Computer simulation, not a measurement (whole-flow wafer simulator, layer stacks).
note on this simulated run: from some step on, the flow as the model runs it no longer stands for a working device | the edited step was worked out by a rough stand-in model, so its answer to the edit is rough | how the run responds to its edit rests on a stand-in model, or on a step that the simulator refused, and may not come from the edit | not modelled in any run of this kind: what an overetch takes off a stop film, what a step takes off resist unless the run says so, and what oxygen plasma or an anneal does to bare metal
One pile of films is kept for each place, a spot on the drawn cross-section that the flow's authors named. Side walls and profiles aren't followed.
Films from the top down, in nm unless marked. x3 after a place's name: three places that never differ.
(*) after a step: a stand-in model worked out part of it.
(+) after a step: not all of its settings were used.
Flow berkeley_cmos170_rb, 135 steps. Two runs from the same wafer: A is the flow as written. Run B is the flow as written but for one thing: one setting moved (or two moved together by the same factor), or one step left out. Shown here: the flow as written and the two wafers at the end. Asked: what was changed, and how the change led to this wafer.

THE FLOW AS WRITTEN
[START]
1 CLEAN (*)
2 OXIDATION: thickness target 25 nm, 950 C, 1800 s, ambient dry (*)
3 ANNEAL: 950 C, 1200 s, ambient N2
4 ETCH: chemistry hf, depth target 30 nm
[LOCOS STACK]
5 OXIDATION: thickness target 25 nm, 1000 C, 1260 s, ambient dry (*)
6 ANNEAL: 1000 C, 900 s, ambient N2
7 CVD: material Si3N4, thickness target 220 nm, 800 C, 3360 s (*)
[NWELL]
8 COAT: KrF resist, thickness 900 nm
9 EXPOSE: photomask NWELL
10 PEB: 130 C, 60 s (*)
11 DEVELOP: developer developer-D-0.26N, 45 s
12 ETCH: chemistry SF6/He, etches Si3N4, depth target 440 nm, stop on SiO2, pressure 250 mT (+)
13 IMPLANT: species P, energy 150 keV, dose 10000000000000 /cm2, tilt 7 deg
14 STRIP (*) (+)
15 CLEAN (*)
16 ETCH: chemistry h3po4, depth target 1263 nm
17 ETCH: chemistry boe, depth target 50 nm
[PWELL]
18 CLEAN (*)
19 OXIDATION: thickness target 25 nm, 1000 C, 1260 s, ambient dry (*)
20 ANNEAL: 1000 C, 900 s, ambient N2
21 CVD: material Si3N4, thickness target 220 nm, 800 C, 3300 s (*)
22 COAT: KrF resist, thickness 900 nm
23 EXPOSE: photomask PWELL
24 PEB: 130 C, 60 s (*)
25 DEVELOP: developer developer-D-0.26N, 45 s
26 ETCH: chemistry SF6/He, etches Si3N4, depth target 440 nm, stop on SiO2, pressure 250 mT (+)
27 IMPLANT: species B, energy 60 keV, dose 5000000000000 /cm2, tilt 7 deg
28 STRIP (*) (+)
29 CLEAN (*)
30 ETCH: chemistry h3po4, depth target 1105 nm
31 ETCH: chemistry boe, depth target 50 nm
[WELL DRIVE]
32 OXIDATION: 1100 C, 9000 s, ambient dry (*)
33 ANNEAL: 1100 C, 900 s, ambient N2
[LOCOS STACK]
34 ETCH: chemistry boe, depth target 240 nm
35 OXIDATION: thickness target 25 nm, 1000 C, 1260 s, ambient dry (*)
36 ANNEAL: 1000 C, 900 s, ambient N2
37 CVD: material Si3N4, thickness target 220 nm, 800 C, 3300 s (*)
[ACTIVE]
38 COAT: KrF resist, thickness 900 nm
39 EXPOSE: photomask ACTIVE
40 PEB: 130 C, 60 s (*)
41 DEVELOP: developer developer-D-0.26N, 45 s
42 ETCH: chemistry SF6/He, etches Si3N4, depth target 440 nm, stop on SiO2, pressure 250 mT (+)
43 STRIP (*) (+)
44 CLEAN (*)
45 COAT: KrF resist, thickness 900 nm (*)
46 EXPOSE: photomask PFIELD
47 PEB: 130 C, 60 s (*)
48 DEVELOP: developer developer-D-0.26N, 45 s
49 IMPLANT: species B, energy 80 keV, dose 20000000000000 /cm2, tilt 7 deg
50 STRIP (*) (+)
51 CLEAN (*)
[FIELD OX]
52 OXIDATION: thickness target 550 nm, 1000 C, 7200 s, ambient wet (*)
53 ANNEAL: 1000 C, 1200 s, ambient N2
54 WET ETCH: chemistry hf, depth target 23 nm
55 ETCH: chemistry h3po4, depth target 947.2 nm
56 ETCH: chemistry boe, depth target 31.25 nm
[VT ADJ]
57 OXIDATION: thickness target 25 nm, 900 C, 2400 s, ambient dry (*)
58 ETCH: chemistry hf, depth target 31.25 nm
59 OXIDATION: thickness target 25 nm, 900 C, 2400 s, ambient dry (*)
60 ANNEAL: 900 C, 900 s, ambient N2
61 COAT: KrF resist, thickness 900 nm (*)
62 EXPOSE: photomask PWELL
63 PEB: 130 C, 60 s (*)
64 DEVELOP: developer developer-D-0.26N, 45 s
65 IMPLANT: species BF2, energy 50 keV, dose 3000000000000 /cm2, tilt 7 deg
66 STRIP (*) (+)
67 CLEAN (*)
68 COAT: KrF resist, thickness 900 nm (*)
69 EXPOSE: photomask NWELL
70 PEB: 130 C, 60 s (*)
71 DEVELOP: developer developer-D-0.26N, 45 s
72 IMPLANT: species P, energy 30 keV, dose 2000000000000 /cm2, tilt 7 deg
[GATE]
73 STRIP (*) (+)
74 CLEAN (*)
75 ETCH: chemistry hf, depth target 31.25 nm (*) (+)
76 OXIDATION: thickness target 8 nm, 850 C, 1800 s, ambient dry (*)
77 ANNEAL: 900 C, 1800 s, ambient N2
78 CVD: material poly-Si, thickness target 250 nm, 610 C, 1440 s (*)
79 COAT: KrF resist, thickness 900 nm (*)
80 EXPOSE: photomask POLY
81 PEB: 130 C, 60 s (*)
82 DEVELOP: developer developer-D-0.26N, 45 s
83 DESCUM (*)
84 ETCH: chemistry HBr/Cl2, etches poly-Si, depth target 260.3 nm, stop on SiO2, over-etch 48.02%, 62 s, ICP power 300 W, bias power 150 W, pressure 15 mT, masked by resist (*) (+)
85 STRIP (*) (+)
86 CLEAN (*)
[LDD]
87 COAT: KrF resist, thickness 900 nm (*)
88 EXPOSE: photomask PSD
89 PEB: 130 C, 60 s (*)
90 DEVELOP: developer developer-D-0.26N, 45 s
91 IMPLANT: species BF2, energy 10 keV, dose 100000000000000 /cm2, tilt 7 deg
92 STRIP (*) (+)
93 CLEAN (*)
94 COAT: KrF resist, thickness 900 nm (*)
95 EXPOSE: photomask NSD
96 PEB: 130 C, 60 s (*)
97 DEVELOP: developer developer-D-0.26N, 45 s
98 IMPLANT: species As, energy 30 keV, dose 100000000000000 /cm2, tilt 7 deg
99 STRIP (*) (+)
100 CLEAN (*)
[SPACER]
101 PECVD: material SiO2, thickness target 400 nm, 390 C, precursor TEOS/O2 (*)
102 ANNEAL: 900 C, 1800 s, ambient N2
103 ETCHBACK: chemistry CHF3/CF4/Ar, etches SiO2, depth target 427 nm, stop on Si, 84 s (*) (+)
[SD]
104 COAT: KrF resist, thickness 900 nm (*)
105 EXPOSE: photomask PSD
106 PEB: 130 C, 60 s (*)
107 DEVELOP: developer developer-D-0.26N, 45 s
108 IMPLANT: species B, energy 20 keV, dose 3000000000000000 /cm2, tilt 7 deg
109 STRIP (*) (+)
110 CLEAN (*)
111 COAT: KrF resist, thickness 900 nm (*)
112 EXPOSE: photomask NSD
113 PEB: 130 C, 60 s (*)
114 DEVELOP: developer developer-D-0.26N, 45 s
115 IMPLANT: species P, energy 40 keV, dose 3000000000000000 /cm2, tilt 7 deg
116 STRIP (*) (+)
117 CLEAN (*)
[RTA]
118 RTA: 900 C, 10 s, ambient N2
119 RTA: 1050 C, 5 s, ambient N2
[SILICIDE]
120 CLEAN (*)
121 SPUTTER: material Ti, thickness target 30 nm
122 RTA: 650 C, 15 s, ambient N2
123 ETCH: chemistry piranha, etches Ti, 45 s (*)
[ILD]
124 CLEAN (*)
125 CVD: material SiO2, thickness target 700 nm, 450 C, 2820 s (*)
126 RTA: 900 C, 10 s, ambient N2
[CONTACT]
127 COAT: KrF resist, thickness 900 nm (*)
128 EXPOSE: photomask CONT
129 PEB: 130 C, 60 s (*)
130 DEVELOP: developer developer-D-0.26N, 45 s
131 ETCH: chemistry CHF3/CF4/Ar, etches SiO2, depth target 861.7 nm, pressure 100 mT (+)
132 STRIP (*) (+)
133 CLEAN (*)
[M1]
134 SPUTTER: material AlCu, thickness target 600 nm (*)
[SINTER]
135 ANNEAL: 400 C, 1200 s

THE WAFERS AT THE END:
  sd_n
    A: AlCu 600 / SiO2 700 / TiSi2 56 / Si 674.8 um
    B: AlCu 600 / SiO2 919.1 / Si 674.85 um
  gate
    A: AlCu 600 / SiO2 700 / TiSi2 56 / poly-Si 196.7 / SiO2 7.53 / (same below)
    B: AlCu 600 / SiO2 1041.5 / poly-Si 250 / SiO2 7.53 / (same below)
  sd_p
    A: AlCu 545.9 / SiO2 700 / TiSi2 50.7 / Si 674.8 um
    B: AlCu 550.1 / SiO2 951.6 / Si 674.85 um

The cause: step 101, PECVD: thickness target 640 nm was run, where the flow has thickness target 400 nm.

How the change led to this, step by step:
  101 PECVD: material SiO2, thickness target 400 nm, 390 C, precursor TEOS/O2 (*)
      field, sd_n, contact, m1: A SiO2 +400 | B SiO2 +640
      gate, gate_p: A SiO2 +400 (new film) | B SiO2 +640 (new film)
      (and at 3 more places)
  103 ETCHBACK: chemistry CHF3/CF4/Ar, etches SiO2, depth target 427 nm, stop on Si, 84 s (*) (+)
      sd_n, contact, m1: A SiO2 -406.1 (all of it) | B SiO2 -427
      spacer_n, spacer_p: A SiO2 -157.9 | B nothing
      (and at 3 more places)
  104 COAT: KrF resist, thickness 900 nm (*)
      field: A KrF resist +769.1 (new film) | B KrF resist +808.6 (new film)
      sd_n: A KrF resist +982.1 (new film) | B KrF resist +1029.6 (new film)
      (and at 7 more places)
  107 DEVELOP: developer developer-D-0.26N, 45 s
      sd_p: A KrF resist -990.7 (all of it) | B KrF resist -1113.7 (all of it)
      spacer_p: A KrF resist -767.7 (all of it) | B KrF resist -713.9 (all of it)
      (and at 1 more place)
  109 STRIP (*) (+)
      field: A KrF resist -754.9 (all of it) | B KrF resist -794.4 (all of it)
      sd_n: A KrF resist -967.9 (all of it) | B KrF resist -1015.4 (all of it)
      (and at 4 more places)
  111 COAT: KrF resist, thickness 900 nm (*)
      field: A KrF resist +769.1 (new film) | B KrF resist +808.6 (new film)
      sd_n: A KrF resist +982.1 (new film) | B KrF resist +1029.6 (new film)
      (and at 7 more places)
  114 DEVELOP: developer developer-D-0.26N, 45 s
      sd_n: A KrF resist -982.1 (all of it) | B KrF resist -1029.6 (all of it)
      spacer_n: A KrF resist -766.3 (all of it) | B KrF resist -712.9 (all of it)
      (and at 2 more places)
  116 STRIP (*) (+)
      field: A KrF resist -754.9 (all of it) | B KrF resist -794.4 (all of it)
      sd_p: A KrF resist -976.5 (all of it) | B KrF resist -1099.5 (all of it)
      (and at 3 more places)
  121 SPUTTER: material Ti, thickness target 30 nm
      gate, gate_p: A Ti +30 (new film) | B Ti +20.8 (new film)
      sd_p: A Ti +27.1 (new film) | B Ti +19.4 (new film)
  122 RTA: 650 C, 15 s, ambient N2
      sd_n, contact, m1: A Ti -23.4, TiSi first +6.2 (new film), TiSi2 C49 +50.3 (new film), Si -49 | B nothing
      gate, gate_p: A Ti -23.4, TiSi first +6.2 (new film), TiSi2 C49 +50.3 (new film), poly-Si -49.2 | B nothing
      (and at 1 more place)
  123 ETCH: chemistry piranha, etches Ti, 45 s (*)
      sd_n, contact, m1: A Ti -6.6 (all of it) | B Ti -30 (all of it)
      gate, gate_p: A Ti -6.6 (all of it) | B Ti -20.8 (all of it)
      (and at 1 more place)
  125 CVD: material SiO2, thickness target 700 nm, 450 C, 2820 s (*)
      sd_n, contact, m1: A SiO2 +700 (new film) | B SiO2 +700
      gate: A SiO2 +700 (new film) | B SiO2 +828.5
      (and at 2 more places)
  126 RTA: 900 C, 10 s, ambient N2
      sd_n, contact, m1: A under 1 film: TiSi2 +56 (new film), TiSi first -6.2 (all of it), TiSi2 C49 -50.3 (all of it), Si -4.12 | B nothing
      gate, gate_p: A under 1 film: TiSi2 +56 (new film), TiSi first -6.2 (all of it), TiSi2 C49 -50.3 (all of it), poly-Si -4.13 | B nothing
      (and at 1 more place)
  127 COAT: KrF resist, thickness 900 nm (*)
      field: A KrF resist +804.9 (new film) | B KrF resist +842.5 (new film)
      sd_n: A KrF resist +1010 (new film) | B KrF resist +1051.8 (new film)
      (and at 5 more places)
  130 DEVELOP: developer developer-D-0.26N, 45 s
      contact: A KrF resist -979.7 (all of it) | B KrF resist -1016.2 (all of it)
  131 ETCH: chemistry CHF3/CF4/Ar, etches SiO2, depth target 861.7 nm, pressure 100 mT (+)
      contact: A SiO2 -700 (all of it), TiSi2 -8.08 | B SiO2 -861.7
  ... 1 more step ...
  134 SPUTTER: material AlCu, thickness target 600 nm (*)
      contact: A AlCu +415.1 (new film) | B AlCu +379.4 (new film)
